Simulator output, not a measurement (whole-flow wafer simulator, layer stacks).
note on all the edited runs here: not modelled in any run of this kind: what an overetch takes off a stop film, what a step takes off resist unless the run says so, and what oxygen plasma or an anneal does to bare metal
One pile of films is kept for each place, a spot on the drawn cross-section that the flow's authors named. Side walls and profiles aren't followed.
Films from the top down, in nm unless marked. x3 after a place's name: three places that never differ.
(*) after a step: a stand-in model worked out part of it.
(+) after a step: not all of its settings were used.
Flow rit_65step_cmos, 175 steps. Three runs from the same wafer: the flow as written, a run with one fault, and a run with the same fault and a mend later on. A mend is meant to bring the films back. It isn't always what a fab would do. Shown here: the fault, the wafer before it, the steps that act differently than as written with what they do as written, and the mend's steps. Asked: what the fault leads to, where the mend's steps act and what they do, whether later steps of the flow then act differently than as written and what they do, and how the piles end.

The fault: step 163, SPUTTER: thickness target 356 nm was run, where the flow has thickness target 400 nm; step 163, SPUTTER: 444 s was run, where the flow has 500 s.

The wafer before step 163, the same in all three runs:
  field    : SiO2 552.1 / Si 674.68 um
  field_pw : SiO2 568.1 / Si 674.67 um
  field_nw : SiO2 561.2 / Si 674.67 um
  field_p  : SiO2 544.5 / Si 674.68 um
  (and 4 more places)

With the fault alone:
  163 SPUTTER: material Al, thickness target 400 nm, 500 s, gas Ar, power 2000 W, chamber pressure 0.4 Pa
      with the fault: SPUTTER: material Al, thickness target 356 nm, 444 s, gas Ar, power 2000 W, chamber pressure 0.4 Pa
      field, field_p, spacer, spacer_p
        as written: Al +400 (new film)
        with the fault: Al +356 (new film)
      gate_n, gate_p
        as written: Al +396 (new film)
        with the fault: Al +356 (new film)
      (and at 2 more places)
  Later steps of the flow that act differently than as written (3 more steps differ only slightly, by at most 2% or 0.5 nm, whichever is larger, and aren't shown):
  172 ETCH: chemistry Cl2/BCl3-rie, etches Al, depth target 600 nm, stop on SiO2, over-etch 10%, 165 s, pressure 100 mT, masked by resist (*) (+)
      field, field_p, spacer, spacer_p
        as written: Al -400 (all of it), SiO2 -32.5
        with the fault: Al -356 (all of it), SiO2 -38
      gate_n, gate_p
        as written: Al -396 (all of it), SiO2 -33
        with the fault: Al -356 (all of it), SiO2 -38
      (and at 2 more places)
  At the end the piles differ from the flow's only slightly at the places that both follow, by at most 2% or 0.5 nm, whichever is larger.

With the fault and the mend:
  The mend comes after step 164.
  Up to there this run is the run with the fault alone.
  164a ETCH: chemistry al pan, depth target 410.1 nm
      field, field_p, gate_n, gate_p, spacer, spacer_p
        Al -356 (all of it)
      field_pw
        Al -354.2 (all of it)
      field_nw
        Al -354.8 (all of it)
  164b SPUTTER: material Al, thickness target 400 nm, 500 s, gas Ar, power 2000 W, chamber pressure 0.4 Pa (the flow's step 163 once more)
      field, field_pw, field_p, spacer, spacer_p
        Al +400 (new film)
      gate_n, gate_p
        Al +396 (new film)
      field_nw
        Al +397.2 (new film)
  No later step of the flow acts differently than as written at any place that is followed.
  At the end the piles are the same as the flow's at every place that both follow.
